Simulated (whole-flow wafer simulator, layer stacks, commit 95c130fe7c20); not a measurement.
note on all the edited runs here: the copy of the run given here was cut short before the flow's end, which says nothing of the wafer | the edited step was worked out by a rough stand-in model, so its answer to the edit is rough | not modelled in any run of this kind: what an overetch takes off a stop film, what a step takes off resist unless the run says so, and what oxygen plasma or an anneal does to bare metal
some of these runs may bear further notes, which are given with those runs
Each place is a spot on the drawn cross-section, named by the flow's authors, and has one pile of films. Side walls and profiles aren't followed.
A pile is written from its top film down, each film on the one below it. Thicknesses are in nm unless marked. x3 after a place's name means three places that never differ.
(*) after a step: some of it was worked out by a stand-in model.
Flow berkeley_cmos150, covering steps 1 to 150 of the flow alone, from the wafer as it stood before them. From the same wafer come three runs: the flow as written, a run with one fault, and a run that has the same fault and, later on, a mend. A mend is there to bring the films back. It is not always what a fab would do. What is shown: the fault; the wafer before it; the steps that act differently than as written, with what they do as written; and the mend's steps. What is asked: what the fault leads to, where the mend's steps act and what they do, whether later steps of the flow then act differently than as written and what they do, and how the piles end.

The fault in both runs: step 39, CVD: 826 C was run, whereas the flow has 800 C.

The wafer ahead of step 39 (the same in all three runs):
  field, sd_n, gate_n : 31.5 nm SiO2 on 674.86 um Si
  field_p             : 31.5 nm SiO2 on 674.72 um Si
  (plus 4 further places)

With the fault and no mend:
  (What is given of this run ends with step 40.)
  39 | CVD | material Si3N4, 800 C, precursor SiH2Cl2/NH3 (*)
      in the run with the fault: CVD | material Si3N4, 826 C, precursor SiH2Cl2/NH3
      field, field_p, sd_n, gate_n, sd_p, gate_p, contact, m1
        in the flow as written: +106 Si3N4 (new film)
        in the run with the fault: +133.5 Si3N4 (new film)
  Later steps of the flow up to step 40 that are run all act as written at every place that is followed.
  Once step 40 is done, the piles at field, field_p, sd_n, gate_n, sd_p, gate_p, contact, m1 depart from the flow's by more than 2% or 0.5 nm, whichever is larger.
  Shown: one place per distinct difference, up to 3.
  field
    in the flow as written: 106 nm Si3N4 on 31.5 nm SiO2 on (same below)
    in the run with the fault: 133.5 nm Si3N4 on 31.5 nm SiO2 on (same below)

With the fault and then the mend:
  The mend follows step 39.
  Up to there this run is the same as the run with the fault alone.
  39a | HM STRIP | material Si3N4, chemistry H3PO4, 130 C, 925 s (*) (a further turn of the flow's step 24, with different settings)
      field, field_p, sd_n, gate_n, sd_p, gate_p, contact, m1
        -27.5 Si3N4
  Later steps of the flow that are run all act as written at every place that is followed, up to a difference of at most 2% or 0.5 nm, whichever is larger.
  By the end, the piles equal the flow's at every place that both follow.
